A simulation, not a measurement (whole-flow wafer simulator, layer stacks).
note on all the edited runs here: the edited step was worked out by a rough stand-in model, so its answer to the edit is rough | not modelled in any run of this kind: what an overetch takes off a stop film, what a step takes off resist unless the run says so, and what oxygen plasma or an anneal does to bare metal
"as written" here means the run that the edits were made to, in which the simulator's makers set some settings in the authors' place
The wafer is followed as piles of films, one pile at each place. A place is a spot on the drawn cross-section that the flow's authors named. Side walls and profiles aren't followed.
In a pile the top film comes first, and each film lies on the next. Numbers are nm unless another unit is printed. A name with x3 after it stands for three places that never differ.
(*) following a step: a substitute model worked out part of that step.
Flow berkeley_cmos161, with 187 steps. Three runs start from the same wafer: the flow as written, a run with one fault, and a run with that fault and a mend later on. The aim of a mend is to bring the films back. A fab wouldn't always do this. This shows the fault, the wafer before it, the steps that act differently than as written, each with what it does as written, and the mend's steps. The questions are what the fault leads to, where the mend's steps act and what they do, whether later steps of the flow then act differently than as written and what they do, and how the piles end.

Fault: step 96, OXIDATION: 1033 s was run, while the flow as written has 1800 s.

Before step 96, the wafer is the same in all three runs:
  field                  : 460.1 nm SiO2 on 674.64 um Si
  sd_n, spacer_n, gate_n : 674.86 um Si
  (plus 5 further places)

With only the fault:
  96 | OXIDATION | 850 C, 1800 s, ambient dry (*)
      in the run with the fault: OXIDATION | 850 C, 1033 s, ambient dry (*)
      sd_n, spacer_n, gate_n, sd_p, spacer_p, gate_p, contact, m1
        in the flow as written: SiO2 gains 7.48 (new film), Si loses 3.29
        in the run with the fault: SiO2 gains 5.47 (new film), Si loses 2.41
  Later steps of the flow that are run all act as written at every place that is followed, up to a difference of at most 2% or 0.5 nm, whichever is larger.
  The piles end different from the flow's at gate_n, gate_p by more than 2% or 0.5 nm, whichever is larger.
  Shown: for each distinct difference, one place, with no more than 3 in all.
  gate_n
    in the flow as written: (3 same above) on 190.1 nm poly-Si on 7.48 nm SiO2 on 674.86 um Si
    in the run with the fault: (3 same above) on 190.1 nm poly-Si on 5.47 nm SiO2 on 674.86 um Si

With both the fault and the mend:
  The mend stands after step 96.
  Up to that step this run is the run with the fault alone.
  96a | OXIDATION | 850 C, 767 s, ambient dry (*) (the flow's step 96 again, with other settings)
      sd_n, spacer_n, gate_n, sd_p, spacer_p, gate_p, contact, m1
        SiO2 gains 2.01, Si loses 0.89
      field
        SiO2 gains 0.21, Si loses 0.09
  Later steps of the flow that are run all act as written at every place that is followed.
  At every place that both follow, the piles at the end match the flow's.
